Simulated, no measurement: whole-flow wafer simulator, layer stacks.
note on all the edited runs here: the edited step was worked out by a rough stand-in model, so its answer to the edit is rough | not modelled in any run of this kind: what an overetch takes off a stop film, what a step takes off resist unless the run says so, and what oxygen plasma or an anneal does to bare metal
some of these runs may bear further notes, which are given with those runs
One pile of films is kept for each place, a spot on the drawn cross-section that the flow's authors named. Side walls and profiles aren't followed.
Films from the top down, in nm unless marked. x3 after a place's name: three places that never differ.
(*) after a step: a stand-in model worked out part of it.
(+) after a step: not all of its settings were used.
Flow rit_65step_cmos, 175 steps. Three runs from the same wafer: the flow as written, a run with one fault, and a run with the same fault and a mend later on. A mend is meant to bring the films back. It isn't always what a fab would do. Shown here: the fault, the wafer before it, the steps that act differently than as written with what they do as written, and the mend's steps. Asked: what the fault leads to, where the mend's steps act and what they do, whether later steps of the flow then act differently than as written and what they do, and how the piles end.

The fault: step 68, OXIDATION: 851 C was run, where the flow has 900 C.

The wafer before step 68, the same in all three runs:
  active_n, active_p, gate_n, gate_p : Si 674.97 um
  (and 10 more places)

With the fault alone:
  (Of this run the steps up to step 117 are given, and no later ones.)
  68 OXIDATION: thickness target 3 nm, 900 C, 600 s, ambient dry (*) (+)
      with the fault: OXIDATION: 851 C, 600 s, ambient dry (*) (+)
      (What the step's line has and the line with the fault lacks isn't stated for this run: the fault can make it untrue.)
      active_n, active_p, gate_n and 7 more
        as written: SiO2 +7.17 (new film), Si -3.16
        with the fault: SiO2 +3 (new film), Si -1.32
  Later steps of the flow that act differently than as written (14 more steps differ only slightly, by at most 2% or 0.5 nm, whichever is larger, and aren't shown):
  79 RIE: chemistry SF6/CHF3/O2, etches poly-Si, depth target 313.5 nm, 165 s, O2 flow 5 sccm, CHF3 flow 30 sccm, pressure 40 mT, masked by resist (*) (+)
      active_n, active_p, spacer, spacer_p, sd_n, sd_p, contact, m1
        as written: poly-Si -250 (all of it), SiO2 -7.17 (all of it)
        with the fault: poly-Si -250 (all of it), SiO2 -3 (all of it)
  After step 117 the piles differ from the flow's by more than 2% or 0.5 nm, whichever is larger, at gate_n, gate_p.
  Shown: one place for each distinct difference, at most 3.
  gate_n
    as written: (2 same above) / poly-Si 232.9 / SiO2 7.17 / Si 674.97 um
    with the fault: (2 same above) / poly-Si 232.9 / SiO2 3 / Si 674.97 um

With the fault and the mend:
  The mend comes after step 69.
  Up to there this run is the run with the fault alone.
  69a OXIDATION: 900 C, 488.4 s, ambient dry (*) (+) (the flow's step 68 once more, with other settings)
      active_n, active_p, gate_n and 7 more
        SiO2 +4, Si -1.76
  No later step of the flow acts differently than as written, at any place that is followed, by more than 2% or 0.5 nm, whichever is larger.
  At the end the piles differ from the flow's only slightly at the places that both follow, by at most 2% or 0.5 nm, whichever is larger.
